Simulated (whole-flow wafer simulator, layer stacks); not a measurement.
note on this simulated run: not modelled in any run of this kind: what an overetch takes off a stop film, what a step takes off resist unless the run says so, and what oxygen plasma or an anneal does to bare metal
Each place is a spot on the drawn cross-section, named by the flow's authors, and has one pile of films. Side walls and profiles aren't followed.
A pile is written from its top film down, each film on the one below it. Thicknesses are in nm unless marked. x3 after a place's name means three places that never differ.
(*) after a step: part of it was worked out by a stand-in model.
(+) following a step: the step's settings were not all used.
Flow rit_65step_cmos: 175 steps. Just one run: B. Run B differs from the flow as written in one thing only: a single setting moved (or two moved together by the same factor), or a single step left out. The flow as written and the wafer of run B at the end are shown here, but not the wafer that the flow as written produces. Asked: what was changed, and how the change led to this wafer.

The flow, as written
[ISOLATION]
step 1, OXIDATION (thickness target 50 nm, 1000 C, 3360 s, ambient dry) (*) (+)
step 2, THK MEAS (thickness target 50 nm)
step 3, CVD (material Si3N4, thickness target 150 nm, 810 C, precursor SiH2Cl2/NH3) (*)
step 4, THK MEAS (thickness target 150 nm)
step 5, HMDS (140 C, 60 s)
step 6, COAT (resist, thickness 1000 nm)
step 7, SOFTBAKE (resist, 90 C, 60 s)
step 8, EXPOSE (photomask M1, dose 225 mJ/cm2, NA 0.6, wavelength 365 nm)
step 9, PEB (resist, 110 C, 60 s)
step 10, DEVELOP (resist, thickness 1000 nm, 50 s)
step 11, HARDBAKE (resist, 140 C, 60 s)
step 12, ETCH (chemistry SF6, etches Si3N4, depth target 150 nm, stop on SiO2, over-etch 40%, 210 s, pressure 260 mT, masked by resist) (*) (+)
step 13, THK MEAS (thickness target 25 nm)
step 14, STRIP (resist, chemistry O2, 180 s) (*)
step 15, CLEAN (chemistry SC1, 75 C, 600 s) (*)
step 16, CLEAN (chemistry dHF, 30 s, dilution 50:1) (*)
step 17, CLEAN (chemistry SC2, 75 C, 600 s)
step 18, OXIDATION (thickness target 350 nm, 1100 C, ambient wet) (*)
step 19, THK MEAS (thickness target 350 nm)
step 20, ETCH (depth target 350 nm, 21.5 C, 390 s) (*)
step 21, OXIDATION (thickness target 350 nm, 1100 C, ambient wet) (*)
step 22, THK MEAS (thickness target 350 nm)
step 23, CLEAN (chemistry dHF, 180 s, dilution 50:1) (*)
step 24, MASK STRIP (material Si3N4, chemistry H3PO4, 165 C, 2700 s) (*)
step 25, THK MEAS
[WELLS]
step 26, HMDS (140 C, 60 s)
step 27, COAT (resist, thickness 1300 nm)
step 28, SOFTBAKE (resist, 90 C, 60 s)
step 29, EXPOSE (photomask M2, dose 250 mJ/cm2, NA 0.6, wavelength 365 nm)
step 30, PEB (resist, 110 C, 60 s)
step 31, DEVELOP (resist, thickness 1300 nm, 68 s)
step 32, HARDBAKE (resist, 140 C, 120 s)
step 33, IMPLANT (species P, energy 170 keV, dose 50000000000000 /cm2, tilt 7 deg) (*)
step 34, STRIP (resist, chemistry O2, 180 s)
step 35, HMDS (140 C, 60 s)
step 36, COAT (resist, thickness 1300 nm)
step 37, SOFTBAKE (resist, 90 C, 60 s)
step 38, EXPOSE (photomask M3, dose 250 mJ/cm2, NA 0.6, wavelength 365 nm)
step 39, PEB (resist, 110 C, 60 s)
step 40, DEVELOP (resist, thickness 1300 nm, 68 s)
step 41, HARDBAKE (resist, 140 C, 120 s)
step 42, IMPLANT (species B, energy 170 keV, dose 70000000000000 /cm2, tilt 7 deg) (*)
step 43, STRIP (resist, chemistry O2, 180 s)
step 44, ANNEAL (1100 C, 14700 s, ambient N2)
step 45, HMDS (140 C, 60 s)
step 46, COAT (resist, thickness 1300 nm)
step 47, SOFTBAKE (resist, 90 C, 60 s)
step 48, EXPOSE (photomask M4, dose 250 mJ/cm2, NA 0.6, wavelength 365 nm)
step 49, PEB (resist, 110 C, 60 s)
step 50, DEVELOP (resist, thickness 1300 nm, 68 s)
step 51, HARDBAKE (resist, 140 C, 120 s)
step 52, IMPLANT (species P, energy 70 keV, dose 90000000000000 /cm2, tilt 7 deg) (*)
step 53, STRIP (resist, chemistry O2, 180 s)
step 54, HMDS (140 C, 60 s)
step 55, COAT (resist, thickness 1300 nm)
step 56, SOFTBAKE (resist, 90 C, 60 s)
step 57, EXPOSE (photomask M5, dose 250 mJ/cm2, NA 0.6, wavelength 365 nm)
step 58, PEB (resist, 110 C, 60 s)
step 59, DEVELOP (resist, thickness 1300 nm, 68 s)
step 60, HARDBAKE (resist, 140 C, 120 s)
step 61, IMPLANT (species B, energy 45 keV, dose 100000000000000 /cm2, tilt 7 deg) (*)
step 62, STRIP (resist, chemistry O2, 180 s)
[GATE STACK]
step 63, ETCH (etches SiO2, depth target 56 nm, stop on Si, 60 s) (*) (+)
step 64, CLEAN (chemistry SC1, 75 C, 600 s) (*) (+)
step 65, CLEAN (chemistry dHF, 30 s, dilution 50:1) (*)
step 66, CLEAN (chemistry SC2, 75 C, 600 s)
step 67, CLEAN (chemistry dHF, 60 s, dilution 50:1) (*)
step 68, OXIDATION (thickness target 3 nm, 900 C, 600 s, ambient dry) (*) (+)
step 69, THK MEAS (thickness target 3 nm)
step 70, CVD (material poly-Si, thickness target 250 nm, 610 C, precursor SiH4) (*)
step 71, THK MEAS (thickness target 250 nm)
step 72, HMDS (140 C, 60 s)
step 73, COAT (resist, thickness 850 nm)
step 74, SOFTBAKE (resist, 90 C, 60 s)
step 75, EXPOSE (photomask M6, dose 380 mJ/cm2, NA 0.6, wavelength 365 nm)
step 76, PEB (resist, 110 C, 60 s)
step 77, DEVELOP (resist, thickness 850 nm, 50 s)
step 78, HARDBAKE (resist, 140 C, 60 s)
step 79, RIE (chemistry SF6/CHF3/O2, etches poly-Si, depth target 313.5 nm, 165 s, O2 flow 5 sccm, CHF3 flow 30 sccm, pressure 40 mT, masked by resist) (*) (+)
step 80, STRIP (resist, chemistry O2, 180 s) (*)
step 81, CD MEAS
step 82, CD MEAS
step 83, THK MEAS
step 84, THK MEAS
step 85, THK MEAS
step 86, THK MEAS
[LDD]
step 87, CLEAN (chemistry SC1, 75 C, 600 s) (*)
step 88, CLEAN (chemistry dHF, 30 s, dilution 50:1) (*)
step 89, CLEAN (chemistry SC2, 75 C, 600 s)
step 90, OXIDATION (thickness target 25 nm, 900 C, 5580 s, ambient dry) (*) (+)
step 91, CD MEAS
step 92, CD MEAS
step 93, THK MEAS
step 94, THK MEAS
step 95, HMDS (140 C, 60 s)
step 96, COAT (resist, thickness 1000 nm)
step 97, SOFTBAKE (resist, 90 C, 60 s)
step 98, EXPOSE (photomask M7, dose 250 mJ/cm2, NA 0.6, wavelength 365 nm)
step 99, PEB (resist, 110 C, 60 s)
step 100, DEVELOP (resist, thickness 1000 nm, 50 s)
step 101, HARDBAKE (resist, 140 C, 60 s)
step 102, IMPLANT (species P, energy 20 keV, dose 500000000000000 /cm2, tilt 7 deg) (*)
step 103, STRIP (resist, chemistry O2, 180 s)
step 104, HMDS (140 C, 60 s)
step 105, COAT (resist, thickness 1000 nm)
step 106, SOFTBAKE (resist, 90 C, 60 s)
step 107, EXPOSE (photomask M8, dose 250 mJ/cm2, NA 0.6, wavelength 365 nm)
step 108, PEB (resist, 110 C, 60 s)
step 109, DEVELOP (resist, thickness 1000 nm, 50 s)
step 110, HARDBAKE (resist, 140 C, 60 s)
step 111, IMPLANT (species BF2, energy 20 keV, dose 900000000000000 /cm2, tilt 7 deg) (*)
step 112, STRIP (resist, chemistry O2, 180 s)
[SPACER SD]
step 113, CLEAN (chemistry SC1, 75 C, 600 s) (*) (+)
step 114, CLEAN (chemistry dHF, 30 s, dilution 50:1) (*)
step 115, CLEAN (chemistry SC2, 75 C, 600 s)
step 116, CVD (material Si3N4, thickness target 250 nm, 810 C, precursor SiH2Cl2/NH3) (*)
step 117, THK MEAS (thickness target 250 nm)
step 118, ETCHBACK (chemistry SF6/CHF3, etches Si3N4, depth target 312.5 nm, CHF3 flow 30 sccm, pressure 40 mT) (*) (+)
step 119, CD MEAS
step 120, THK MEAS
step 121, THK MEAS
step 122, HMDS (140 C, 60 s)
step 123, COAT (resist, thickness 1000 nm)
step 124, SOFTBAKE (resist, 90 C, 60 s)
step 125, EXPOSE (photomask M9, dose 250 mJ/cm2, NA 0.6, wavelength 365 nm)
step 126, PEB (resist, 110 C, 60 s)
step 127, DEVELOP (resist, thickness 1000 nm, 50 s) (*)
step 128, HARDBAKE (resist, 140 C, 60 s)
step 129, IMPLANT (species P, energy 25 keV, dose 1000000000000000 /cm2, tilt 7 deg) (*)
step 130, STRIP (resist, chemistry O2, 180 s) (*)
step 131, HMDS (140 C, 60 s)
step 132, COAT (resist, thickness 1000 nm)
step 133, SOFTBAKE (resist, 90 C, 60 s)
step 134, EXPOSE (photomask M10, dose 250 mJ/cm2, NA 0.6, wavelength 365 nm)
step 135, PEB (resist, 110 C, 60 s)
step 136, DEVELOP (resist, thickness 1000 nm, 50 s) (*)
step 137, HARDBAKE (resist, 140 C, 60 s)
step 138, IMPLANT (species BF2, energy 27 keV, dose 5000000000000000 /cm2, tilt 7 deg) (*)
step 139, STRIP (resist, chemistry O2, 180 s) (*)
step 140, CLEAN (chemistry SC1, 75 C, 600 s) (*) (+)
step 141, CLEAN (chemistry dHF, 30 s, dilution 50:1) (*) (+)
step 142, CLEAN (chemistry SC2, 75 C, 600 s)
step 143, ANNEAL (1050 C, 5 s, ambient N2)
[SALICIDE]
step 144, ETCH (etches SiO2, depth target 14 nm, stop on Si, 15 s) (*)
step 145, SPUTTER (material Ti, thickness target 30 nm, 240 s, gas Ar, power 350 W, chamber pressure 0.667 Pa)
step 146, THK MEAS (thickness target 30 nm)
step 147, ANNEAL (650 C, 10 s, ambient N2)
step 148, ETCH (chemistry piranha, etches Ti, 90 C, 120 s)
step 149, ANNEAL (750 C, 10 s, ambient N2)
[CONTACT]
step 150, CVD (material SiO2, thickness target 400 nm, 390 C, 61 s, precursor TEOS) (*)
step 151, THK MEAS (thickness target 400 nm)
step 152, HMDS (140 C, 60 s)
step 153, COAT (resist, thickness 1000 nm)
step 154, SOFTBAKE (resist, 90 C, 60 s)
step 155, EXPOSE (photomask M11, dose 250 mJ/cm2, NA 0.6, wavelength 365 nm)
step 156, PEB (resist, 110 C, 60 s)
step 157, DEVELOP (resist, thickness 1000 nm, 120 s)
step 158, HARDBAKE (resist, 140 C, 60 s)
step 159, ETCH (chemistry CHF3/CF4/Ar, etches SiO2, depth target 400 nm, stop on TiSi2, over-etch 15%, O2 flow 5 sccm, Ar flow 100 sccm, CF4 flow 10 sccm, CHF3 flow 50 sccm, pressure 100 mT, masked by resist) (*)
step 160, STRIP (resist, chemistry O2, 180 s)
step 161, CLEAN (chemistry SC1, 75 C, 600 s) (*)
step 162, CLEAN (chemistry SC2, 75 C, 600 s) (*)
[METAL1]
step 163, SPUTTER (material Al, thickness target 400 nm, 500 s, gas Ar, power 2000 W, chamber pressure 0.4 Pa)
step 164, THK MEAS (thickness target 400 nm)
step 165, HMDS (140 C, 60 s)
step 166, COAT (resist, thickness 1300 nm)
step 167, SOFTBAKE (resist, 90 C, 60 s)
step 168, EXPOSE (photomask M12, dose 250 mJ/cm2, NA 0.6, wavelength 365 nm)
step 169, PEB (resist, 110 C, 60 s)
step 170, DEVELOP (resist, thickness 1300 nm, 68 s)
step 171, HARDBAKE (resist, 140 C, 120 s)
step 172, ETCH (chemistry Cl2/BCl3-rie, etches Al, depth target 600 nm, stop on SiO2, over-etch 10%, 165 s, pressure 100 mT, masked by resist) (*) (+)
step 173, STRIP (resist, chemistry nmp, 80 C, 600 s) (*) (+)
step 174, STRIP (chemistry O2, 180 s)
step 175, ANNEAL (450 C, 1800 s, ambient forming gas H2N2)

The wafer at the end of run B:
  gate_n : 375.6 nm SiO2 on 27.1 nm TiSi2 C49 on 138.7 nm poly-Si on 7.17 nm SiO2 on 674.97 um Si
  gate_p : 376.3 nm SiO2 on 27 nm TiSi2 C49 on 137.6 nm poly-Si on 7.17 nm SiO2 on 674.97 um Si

Cause: step 145, SPUTTER: 120 s was run, while the flow as written has 240 s.

How this came from the change, step by step:
  step 145, SPUTTER (material Ti, thickness target 30 nm, 240 s, gas Ar, power 350 W, chamber pressure 0.667 Pa)
      field, field_pw, field_nw, field_p, spacer, spacer_p: Ti gains 15 (new film) (it would be, as written: Ti gains 30 (new film))
      gate_n: Ti gains 13.7 (new film) (it would be, as written: Ti gains 27.3 (new film))
      (also at 1 further place)
  step 147, ANNEAL (650 C, 10 s, ambient N2)
      gate_n: Ti loses 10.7, TiSi2 C49 gains 27.2 (new film), poly-Si loses 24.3 (it would be, as written: Ti loses 21.3, TiSi first gains 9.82 (new film), TiSi2 C49 gains 39.5 (new film), poly-Si loses 41.9)
      gate_p: Ti loses 10.6, TiSi2 C49 gains 27.1 (new film), poly-Si loses 24.2 (it would be, as written: Ti loses 21.2, TiSi first gains 9.56 (new film), TiSi2 C49 gains 39.6 (new film), poly-Si loses 41.9)
  step 148, ETCH (chemistry piranha, etches Ti, 90 C, 120 s)
      gate_n: Ti loses 3.01 (all of it), TiSi2 C49 loses 0.11 (it would be, as written: Ti loses 6 (all of it), TiSi first loses 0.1)
      gate_p: Ti loses 3 (all of it), TiSi2 C49 loses 0.11 (it would be, as written: Ti loses 5.97 (all of it), TiSi first loses 0.1)
      (also at 6 further places)
  step 149, ANNEAL (750 C, 10 s, ambient N2)
      gate_n: nothing (it would be, as written: TiSi2 gains 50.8 (new film), TiSi first loses 9.72 (all of it), TiSi2 C49 loses 39.5 (all of it), poly-Si loses 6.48)
      gate_p: nothing (it would be, as written: TiSi2 gains 50.6 (new film), TiSi first loses 9.46 (all of it), TiSi2 C49 loses 39.6 (all of it), poly-Si loses 6.31)
